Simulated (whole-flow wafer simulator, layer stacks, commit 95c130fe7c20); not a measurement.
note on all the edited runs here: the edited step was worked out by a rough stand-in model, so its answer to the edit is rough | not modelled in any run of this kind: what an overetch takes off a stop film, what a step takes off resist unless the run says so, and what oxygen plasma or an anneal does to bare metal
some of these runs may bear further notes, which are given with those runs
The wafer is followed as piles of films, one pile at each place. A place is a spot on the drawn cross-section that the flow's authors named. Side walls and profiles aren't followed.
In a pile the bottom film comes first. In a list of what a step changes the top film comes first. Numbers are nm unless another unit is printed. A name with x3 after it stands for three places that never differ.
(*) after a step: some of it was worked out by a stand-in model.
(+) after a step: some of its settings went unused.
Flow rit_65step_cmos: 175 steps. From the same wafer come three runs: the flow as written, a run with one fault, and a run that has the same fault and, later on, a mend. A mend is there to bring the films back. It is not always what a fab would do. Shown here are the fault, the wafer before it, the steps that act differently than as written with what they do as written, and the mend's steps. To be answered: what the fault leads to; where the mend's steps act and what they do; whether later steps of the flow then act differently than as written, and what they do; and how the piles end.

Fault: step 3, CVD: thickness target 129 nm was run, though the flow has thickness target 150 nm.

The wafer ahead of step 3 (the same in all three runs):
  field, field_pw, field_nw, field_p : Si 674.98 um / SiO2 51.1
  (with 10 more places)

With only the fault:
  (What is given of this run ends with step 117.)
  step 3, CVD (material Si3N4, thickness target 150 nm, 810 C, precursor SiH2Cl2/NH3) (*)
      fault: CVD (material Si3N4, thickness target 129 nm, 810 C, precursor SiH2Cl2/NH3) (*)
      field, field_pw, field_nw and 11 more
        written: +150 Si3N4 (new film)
        fault: +129 Si3N4 (new film)
  Later steps of the flow acting differently than as written (37 other steps are not shown; they differ only slightly, by no more than 2% or 0.5 nm, whichever is larger):
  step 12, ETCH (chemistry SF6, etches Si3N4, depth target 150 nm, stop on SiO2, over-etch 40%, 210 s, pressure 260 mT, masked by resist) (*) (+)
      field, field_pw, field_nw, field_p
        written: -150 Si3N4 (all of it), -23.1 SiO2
        fault: -129 Si3N4 (all of it), -31.2 SiO2
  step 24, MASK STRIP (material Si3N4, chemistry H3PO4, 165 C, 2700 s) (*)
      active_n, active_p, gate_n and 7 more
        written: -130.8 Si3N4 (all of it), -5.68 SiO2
        fault: -109.8 Si3N4 (all of it), -6.48 SiO2
  After step 117 the piles are close to the flow's at the places that both follow, differing by at most 2% or 0.5 nm, whichever is larger.

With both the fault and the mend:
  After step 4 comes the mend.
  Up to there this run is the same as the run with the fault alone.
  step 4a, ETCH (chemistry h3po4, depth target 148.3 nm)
      field, field_pw, field_nw and 11 more
        -129 Si3N4 (all of it)
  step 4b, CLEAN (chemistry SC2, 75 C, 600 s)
      leaves every film unchanged at each place that is followed
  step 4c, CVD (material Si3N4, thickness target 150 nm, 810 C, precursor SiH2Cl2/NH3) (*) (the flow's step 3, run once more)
      field, field_pw, field_nw and 11 more
        +150 Si3N4 (new film)
  Later steps of the flow that are run all act as written at every place that is followed.
  At every place that both follow, the piles at the end match the flow's.
